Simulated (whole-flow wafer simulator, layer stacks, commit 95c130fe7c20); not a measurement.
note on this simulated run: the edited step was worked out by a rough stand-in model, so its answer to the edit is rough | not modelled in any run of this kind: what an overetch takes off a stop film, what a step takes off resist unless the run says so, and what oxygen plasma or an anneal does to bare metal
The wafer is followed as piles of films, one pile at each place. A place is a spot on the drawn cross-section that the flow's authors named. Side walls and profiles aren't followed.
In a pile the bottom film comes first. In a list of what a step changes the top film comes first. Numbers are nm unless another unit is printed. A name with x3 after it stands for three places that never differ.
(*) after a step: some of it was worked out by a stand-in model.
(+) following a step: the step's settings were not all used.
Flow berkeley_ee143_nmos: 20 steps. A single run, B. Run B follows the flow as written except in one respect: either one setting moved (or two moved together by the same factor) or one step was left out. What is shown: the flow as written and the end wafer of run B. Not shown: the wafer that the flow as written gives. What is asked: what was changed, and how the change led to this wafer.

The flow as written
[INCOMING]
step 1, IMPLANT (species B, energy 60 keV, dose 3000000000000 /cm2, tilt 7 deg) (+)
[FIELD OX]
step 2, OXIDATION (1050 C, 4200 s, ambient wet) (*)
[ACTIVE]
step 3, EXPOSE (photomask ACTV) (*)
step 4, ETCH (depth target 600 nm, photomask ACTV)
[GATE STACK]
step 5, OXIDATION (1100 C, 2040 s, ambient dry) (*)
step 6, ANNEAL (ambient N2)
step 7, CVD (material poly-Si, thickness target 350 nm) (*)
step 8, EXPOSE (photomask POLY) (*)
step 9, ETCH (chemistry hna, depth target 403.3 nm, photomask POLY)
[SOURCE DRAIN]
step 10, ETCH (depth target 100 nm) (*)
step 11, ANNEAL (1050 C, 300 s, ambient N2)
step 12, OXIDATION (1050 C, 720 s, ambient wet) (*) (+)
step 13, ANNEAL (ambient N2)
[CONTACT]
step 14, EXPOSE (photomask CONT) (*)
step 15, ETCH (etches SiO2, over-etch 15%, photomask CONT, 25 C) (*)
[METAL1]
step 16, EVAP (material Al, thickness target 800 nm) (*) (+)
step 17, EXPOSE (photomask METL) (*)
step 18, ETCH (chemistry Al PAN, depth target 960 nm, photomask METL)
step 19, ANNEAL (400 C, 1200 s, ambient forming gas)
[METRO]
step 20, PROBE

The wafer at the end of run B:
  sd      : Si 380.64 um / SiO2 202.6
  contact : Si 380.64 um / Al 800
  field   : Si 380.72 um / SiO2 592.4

The reason: step 10, ETCH: depth target 50 nm was run, whereas the flow has depth target 100 nm.

How this came from the change, step by step:
  step 10, ETCH (depth target 100 nm) (*)
      sd, contact: -50 SiO2 (in the flow as written it would be: -79.7 SiO2 (all of it))
      field: -50 SiO2 (in the flow as written it would be: -100 SiO2)
  step 12, OXIDATION (1050 C, 720 s, ambient wet) (*) (+)
      sd, contact: +172.9 SiO2, -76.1 Si (in the flow as written it would be: +189.4 SiO2 (new film), -83.4 Si)
      field: +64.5 SiO2, -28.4 Si (in the flow as written it would be: +69.1 SiO2, -30.4 Si)
  step 15, ETCH (etches SiO2, over-etch 15%, photomask CONT, 25 C) (*)
      contact: -202.6 SiO2 (all of it) (in the flow as written it would be: -189.4 SiO2 (all of it))
